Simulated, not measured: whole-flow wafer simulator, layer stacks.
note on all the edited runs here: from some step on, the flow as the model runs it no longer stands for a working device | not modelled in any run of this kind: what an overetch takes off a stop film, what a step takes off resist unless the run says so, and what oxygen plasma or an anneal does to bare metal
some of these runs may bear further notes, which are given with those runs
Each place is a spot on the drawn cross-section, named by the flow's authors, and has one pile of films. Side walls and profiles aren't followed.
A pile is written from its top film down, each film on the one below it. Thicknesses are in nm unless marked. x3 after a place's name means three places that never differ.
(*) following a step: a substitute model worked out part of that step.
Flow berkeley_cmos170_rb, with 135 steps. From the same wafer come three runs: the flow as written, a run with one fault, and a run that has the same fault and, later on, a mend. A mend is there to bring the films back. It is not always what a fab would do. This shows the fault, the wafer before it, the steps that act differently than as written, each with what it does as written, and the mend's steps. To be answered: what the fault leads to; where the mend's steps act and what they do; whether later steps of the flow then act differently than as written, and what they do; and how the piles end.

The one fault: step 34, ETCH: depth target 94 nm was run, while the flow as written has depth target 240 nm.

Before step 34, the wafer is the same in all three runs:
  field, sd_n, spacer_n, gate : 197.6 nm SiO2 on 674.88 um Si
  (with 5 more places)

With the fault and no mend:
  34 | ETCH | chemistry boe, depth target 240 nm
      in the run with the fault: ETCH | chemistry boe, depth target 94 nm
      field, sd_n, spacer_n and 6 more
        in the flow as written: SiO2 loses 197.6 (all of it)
        in the run with the fault: SiO2 loses 94
  Later steps of the flow acting differently than as written (not shown: 17 more steps that differ only slightly, by at most 2% or 0.5 nm, whichever is larger):
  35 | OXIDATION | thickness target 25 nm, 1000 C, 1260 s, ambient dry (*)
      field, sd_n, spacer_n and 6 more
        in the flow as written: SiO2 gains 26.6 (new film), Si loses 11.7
        in the run with the fault: SiO2 gains 11.6, Si loses 5.1
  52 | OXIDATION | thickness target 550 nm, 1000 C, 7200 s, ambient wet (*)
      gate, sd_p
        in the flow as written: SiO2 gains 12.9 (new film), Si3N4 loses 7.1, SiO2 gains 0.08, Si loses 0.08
        in the run with the fault: SiO2 gains 12.9 (new film), Si3N4 loses 7.1
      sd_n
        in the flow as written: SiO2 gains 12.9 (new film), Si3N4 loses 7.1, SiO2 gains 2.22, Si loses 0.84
        in the run with the fault: SiO2 gains 12.9 (new film), Si3N4 loses 7.1
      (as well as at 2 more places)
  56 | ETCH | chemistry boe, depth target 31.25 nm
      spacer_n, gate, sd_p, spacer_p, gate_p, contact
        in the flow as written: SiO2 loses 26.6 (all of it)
        in the run with the fault: SiO2 loses 31.2
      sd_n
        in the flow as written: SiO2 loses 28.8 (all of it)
        in the run with the fault: SiO2 loses 31.2
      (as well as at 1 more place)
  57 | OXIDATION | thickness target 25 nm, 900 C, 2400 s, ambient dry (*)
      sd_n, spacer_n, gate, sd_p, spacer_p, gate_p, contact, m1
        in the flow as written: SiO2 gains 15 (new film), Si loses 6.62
        in the run with the fault: SiO2 gains 7.09, Si loses 3.12
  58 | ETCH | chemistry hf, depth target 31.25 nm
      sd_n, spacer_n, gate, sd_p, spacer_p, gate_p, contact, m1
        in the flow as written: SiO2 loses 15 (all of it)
        in the run with the fault: SiO2 loses 31.2
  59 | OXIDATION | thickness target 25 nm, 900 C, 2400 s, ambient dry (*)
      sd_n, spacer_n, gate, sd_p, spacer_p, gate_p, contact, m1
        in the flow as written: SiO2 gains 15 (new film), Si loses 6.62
        in the run with the fault: SiO2 gains 6.9, Si loses 3.04
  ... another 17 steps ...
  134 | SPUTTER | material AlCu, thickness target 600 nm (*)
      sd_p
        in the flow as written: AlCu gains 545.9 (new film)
        in the run with the fault: AlCu gains 526.5 (new film)
  By the end, the piles at field, sd_n, spacer_n and 6 more depart from the flow's by more than 2% or 0.5 nm, whichever is larger.
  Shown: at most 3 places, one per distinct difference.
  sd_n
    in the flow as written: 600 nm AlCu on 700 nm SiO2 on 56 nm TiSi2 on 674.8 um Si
    in the run with the fault: 600 nm AlCu on 710.3 nm SiO2 on 674.87 um Si
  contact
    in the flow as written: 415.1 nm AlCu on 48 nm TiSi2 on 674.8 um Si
    in the run with the fault: 410.7 nm AlCu on 674.85 um Si
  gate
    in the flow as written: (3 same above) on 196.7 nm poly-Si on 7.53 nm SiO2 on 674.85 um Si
    in the run with the fault: (3 same above) on 196.7 nm poly-Si on 38.7 nm SiO2 on 674.87 um Si

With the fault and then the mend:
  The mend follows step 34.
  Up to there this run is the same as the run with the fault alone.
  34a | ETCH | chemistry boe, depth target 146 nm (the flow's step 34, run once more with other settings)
      field, sd_n, spacer_n and 6 more
        SiO2 loses 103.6 (all of it)
  None of the later steps of the flow acts differently than as written at any place that is followed.
  The piles end the same as the flow's at every place that both follow.
